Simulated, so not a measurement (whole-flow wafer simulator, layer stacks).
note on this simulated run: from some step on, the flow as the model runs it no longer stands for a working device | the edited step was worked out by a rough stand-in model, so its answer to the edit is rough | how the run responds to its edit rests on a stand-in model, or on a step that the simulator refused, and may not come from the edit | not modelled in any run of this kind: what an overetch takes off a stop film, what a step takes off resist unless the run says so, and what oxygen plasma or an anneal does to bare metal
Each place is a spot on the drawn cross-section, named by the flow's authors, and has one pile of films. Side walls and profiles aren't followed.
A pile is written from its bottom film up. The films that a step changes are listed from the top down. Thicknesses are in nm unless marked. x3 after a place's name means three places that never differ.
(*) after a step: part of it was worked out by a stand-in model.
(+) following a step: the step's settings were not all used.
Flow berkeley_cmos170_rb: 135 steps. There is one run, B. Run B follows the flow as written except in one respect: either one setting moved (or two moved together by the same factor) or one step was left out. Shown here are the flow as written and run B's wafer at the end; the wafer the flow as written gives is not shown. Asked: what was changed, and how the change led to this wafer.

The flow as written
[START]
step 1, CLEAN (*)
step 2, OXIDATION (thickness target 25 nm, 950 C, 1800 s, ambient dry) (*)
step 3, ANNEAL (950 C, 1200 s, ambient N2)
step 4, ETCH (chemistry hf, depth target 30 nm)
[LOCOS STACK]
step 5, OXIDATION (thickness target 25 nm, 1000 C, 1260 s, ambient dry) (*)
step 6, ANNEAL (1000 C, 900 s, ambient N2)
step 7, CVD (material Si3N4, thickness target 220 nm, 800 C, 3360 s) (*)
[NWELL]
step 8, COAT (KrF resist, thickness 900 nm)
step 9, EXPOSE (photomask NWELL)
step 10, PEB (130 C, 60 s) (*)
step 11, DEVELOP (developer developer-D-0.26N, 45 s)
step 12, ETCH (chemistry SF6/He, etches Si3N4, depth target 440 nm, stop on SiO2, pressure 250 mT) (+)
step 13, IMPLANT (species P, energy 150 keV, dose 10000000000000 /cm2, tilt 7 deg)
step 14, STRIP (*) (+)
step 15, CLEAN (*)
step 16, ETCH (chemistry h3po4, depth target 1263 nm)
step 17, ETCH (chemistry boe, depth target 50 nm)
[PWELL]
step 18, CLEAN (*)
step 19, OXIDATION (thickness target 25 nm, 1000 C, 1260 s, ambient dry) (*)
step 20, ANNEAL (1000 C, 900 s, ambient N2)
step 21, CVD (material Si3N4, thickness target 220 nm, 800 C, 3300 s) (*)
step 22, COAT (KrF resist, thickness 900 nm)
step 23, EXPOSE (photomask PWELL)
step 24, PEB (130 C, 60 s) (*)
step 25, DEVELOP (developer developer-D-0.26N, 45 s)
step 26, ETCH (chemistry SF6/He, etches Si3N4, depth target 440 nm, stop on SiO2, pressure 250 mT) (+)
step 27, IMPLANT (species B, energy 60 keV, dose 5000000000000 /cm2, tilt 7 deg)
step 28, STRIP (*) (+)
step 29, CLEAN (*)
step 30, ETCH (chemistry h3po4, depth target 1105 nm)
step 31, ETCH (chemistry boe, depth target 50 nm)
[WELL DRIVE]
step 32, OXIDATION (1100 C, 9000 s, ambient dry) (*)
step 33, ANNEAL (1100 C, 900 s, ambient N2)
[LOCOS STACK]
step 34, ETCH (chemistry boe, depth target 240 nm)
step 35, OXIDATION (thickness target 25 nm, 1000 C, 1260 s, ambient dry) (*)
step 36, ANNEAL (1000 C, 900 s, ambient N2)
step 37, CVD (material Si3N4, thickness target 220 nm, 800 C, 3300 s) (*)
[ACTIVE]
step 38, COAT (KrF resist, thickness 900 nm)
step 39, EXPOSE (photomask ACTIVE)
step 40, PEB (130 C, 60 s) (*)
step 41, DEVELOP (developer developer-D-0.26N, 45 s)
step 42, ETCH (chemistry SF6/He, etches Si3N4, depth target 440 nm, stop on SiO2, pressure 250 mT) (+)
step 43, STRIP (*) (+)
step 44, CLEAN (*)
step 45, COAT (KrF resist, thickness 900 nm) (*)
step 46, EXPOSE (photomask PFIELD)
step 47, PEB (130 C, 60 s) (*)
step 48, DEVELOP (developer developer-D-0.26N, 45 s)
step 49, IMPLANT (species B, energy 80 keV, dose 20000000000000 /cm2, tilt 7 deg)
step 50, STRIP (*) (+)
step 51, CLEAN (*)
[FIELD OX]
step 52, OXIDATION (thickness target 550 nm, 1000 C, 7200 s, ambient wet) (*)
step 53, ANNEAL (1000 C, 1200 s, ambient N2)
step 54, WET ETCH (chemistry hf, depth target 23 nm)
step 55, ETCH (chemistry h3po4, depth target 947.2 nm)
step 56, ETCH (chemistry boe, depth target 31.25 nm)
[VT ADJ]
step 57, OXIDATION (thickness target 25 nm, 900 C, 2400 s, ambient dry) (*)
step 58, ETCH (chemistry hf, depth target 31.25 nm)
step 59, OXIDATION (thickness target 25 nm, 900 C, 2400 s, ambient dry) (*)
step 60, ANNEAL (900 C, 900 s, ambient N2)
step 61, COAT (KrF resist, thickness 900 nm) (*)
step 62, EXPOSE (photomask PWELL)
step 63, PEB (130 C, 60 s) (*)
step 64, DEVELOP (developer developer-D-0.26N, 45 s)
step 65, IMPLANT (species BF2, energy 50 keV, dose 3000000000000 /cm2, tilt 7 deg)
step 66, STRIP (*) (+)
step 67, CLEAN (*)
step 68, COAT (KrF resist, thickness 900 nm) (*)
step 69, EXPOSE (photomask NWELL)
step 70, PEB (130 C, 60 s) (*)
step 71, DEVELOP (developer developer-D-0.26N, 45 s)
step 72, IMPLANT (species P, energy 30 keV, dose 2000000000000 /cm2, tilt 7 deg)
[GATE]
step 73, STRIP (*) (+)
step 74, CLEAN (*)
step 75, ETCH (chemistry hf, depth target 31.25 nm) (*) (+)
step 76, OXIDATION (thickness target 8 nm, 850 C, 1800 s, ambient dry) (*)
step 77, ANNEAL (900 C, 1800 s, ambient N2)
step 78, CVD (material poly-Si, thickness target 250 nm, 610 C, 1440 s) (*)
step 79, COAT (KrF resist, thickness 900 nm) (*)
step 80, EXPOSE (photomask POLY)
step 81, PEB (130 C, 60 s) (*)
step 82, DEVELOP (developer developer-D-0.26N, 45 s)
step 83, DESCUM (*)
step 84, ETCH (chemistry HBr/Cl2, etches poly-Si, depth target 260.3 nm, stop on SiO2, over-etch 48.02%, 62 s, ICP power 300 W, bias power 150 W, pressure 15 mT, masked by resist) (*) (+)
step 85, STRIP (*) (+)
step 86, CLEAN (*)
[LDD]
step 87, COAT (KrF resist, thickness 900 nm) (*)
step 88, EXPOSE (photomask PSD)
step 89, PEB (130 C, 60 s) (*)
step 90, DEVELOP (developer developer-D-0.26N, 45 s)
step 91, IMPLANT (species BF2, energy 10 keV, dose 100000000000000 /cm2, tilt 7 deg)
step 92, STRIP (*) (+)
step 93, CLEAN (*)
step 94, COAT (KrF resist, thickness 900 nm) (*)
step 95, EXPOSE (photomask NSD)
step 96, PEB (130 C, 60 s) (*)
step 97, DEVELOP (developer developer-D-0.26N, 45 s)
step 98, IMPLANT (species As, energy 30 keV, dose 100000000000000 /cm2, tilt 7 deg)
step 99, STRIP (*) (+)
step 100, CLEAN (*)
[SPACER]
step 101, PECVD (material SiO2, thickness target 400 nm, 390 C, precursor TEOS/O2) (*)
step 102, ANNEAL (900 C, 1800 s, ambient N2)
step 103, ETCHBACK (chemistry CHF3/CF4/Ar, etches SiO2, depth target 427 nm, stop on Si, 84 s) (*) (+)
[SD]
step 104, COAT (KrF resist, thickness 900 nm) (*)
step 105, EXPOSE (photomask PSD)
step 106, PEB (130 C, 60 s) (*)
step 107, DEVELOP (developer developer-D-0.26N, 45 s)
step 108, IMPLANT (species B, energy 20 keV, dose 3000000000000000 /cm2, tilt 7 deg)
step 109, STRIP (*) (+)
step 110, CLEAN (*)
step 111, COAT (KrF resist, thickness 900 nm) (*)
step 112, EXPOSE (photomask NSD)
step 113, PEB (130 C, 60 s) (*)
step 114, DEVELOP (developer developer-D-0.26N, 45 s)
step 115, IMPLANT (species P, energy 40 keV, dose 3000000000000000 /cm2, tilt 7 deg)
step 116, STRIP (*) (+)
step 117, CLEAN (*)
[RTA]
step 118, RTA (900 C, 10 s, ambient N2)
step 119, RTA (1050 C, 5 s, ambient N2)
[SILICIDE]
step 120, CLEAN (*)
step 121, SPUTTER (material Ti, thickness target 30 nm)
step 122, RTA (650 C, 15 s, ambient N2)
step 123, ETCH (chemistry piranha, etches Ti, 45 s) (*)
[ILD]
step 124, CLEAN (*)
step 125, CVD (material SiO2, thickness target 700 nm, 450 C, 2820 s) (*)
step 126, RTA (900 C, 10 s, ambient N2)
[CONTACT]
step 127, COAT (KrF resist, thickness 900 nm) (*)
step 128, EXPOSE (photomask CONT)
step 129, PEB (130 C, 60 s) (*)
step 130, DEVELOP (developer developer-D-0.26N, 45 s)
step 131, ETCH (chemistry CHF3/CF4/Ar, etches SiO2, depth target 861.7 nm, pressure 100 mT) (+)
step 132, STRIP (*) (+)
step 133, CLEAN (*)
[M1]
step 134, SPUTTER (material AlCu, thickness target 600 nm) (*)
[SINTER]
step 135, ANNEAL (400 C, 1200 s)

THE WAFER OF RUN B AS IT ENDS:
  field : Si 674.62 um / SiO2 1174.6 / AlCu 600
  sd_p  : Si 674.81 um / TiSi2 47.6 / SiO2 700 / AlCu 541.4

Cause: step 75, ETCH: depth target 14.91 nm was run, whereas the flow has depth target 31.25 nm.

How this came from the change, step by step:
  step 75, ETCH (chemistry hf, depth target 31.25 nm) (*) (+)
      field: SiO2 loses 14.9 (it would be, as written: SiO2 loses 31.3)
  step 121, SPUTTER (material Ti, thickness target 30 nm)
      sd_p: Ti gains 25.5 (new film) (it would be, as written: Ti gains 27.1 (new film))
  step 122, RTA (650 C, 15 s, ambient N2)
      sd_p: Ti loses 19.9, TiSi2 C49 gains 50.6 (new film), Si loses 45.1 (it would be, as written: Ti loses 21.1, TiSi first gains 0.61 (new film), TiSi2 C49 gains 52.9 (new film), Si loses 47.6)
  step 126, RTA (900 C, 10 s, ambient N2)
      sd_p: under 1 film: TiSi2 gains 47.6 (new film), TiSi2 C49 loses 50.6 (all of it) (it would be, as written: under 1 film: TiSi2 gains 50.7 (new film), TiSi first loses 0.61 (all of it), TiSi2 C49 loses 52.9 (all of it), Si loses 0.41)
